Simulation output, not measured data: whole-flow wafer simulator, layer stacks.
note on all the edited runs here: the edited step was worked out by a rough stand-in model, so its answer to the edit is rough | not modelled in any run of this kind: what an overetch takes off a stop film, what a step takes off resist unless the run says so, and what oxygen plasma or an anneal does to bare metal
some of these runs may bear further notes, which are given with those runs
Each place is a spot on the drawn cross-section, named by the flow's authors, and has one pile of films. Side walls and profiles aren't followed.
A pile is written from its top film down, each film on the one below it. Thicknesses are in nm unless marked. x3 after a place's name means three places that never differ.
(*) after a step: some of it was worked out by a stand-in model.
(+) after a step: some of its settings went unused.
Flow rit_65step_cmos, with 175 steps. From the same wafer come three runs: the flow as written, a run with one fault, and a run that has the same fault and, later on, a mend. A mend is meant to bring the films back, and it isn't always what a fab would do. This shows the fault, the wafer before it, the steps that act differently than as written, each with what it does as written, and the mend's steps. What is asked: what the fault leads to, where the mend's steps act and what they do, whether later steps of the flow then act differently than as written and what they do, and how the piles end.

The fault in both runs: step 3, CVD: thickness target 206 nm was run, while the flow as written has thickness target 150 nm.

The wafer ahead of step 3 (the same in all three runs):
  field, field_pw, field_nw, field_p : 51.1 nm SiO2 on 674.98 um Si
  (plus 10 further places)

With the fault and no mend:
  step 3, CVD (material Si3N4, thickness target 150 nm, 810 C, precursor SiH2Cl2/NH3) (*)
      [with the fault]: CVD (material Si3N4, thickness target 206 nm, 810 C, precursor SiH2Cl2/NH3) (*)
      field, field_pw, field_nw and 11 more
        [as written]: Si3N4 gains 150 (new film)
        [with the fault]: Si3N4 gains 206 (new film)
  Later steps of the flow acting differently than as written (57 other steps are not shown; they differ only slightly, by no more than 2% or 0.5 nm, whichever is larger):
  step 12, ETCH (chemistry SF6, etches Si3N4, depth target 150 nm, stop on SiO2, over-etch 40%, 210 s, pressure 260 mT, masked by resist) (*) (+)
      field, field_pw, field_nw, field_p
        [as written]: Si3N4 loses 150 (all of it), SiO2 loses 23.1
        [with the fault]: Si3N4 loses 206 (all of it), SiO2 loses 1.54
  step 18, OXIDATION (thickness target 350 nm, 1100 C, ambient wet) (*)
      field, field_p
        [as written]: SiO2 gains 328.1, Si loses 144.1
        [with the fault]: SiO2 gains 312.9, Si loses 137.4
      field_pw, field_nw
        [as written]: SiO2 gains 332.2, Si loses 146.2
        [with the fault]: SiO2 gains 316.7, Si loses 139.3
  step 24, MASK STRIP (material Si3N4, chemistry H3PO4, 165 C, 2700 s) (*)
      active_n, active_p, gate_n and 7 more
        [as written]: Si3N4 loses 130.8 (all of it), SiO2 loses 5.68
        [with the fault]: Si3N4 loses 186.8 (all of it), SiO2 loses 3.54
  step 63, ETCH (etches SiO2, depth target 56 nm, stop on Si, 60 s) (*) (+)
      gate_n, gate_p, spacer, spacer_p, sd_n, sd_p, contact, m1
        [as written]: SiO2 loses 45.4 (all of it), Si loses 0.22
        [with the fault]: SiO2 loses 47.6 (all of it), Si loses 0.17
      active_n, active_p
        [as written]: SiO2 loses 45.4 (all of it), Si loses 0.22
        [with the fault]: SiO2 loses 47.5 (all of it), Si loses 0.17
  At the end the piles are close to the flow's at the places that both follow, differing by at most 2% or 0.5 nm, whichever is larger.

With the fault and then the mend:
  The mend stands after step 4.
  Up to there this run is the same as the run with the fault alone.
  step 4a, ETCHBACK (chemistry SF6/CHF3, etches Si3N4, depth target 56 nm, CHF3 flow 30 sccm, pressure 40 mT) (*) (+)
      field, field_pw, field_nw and 11 more
        Si3N4 loses 56
  Later steps of the flow that are run all act as written at every place that is followed.
  By the end, the piles equal the flow's at every place that both follow.
